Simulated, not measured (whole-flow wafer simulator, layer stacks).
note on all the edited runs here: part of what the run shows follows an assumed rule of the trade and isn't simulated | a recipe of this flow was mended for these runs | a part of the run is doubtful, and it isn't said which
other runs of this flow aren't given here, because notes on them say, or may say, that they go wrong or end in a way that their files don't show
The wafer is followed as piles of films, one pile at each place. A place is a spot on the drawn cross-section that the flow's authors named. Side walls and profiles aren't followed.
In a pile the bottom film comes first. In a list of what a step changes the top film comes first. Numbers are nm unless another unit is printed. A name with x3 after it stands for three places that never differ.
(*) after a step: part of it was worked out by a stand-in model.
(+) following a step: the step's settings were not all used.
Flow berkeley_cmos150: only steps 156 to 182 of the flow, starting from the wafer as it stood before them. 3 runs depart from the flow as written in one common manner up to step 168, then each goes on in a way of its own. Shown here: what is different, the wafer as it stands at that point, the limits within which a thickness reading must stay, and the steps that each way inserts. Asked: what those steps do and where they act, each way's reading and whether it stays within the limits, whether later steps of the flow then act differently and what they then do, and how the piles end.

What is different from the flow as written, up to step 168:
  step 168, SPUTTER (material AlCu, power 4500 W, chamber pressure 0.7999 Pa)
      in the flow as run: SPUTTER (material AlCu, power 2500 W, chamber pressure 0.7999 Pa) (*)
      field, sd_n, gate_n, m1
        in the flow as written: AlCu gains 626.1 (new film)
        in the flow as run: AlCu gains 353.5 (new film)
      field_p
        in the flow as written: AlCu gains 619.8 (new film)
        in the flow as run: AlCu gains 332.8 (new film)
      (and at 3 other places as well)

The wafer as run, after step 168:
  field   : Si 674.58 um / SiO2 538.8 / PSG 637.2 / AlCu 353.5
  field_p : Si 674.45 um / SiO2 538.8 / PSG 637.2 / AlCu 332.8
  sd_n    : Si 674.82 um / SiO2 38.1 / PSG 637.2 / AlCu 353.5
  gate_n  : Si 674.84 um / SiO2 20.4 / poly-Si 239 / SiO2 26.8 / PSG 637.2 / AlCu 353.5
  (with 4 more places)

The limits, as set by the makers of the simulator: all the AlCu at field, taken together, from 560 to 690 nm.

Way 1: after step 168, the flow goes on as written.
  Reading after step 168: 353.5 nm, not within the limits.
  Steps later in the flow that act otherwise than as written:
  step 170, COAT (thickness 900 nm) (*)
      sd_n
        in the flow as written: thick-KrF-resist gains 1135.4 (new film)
        going this way: thick-KrF-resist gains 943.1 (new film)
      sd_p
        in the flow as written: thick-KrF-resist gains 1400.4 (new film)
        going this way: thick-KrF-resist gains 1325.2 (new film)
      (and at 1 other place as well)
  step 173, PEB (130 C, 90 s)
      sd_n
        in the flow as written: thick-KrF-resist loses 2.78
        going this way: thick-KrF-resist loses 2.22
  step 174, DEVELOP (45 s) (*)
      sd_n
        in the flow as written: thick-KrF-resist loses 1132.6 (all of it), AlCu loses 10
        going this way: thick-KrF-resist loses 940.9 (all of it), AlCu loses 10
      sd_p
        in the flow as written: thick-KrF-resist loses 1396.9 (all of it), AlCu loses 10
        going this way: thick-KrF-resist loses 1321.9 (all of it), AlCu loses 10
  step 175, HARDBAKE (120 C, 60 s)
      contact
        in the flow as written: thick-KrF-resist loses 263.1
        going this way: thick-KrF-resist loses 251.8
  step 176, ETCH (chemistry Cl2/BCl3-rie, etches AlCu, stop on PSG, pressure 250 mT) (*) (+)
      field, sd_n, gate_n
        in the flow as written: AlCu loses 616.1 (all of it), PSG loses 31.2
        going this way: AlCu loses 343.5 (all of it), PSG loses 31.2
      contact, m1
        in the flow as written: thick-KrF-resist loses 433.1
        going this way: thick-KrF-resist loses 296.8
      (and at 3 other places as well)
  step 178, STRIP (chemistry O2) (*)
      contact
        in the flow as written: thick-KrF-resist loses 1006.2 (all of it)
        going this way: thick-KrF-resist loses 1080.2 (all of it)
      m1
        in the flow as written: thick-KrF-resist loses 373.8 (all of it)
        going this way: thick-KrF-resist loses 511.3 (all of it)
  By the end, the piles at contact, m1 depart from the flow's by more than 2% or 0.5 nm, whichever is larger.
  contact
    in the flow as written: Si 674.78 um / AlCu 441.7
    going this way: Si 674.78 um / AlCu 252.9
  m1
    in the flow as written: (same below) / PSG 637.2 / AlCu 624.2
    going this way: (same below) / PSG 637.2 / AlCu 351.6

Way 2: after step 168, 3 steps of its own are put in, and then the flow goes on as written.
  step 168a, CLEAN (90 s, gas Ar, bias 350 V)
      field, field_p, sd_n, gate_n, sd_p, gate_p, contact, m1
        AlCu loses 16
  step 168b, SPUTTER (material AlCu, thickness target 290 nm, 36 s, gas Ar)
      field, sd_n, gate_n, gate_p, m1
        AlCu gains 290
      field_p
        AlCu gains 271.6
      sd_p
        AlCu gains 231.6
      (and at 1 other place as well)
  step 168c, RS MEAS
      alters no film at any place that is followed
  Reading after step 168c: 627.6 nm, inside the limits.
  Steps later in the flow that act otherwise than as written (2 other steps are not shown; they differ only slightly, by no more than 2% or 0.5 nm, whichever is larger):
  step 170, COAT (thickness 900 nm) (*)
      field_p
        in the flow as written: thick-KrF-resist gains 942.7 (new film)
        going this way: thick-KrF-resist gains 964 (new film)
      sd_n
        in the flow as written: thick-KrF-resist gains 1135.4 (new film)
        going this way: thick-KrF-resist gains 936.1 (new film)
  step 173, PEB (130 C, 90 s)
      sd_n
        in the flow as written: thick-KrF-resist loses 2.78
        going this way: thick-KrF-resist loses 2.2
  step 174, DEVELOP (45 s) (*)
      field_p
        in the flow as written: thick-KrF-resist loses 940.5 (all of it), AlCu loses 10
        going this way: thick-KrF-resist loses 961.7 (all of it), AlCu loses 10
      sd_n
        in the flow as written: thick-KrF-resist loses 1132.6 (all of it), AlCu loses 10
        going this way: thick-KrF-resist loses 933.9 (all of it), AlCu loses 10
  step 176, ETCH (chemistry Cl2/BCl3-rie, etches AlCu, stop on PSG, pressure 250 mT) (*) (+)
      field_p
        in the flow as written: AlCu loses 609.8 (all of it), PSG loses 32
        going this way: AlCu loses 578.5 (all of it), PSG loses 36.1
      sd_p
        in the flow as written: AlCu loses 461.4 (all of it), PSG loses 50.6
        going this way: AlCu loses 477.1 (all of it), PSG loses 48.8
  At the end the piles are close to the flow's at the places that both follow, differing by at most 2% or 0.5 nm, whichever is larger.

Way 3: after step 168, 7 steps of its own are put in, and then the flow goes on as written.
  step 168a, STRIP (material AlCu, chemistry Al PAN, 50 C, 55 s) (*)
      field, sd_n, gate_n, m1
        AlCu loses 353.5 (all of it)
      field_p
        AlCu loses 332.8 (all of it)
      sd_p
        AlCu loses 271.5 (all of it)
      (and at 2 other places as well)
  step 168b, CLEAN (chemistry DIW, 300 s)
      alters no film at any place that is followed
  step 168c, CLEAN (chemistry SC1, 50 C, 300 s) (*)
      field, field_p, sd_n, gate_n, sd_p, gate_p, m1
        PSG loses 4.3
      contact
        chemical SiO2 gains 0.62 (new film), Si loses 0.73
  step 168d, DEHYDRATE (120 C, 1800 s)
      alters no film at any place that is followed
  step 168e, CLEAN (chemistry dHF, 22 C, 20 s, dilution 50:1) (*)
      field, field_p, sd_n, gate_n, sd_p, gate_p, m1
        PSG loses 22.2
      contact
        chemical SiO2 loses 0.62 (all of it)
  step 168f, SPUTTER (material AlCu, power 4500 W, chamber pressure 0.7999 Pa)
      field, sd_n, gate_n, gate_p, m1
        AlCu gains 626.1 (new film)
      field_p
        AlCu gains 619.8 (new film)
      sd_p
        AlCu gains 471.4 (new film)
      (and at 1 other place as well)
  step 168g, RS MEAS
      alters no film at any place that is followed
  Reading after step 168g: 626.1 nm, inside the limits.
  Steps later in the flow that act otherwise than as written:
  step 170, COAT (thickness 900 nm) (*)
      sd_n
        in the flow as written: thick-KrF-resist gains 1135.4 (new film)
        going this way: thick-KrF-resist gains 942 (new film)
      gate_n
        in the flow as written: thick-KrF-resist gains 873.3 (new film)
        going this way: thick-KrF-resist gains 855.8 (new film)
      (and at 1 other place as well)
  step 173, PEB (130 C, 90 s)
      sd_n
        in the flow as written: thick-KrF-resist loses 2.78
        going this way: thick-KrF-resist loses 2.21
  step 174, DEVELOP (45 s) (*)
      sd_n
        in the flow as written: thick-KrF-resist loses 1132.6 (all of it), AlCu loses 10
        going this way: thick-KrF-resist loses 939.7 (all of it), AlCu loses 10
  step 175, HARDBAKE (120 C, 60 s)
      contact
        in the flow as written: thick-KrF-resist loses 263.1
        going this way: thick-KrF-resist loses 257.7
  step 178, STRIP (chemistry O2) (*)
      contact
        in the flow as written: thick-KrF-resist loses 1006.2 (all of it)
        going this way: thick-KrF-resist loses 976.5 (all of it)
  By the end, the piles at field, field_p, sd_n, gate_n, sd_p, gate_p, contact, m1 depart from the flow's by more than 2% or 0.5 nm, whichever is larger.
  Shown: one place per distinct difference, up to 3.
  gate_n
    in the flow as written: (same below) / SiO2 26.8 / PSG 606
    going this way: (same below) / SiO2 26.8 / PSG 579.4
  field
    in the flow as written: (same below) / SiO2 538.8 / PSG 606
    going this way: (same below) / SiO2 538.8 / PSG 579.4
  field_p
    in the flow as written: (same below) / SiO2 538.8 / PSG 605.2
    going this way: (same below) / SiO2 538.8 / PSG 578.6

Inside the limits: way 2, way 3. Outside the limits: way 1.
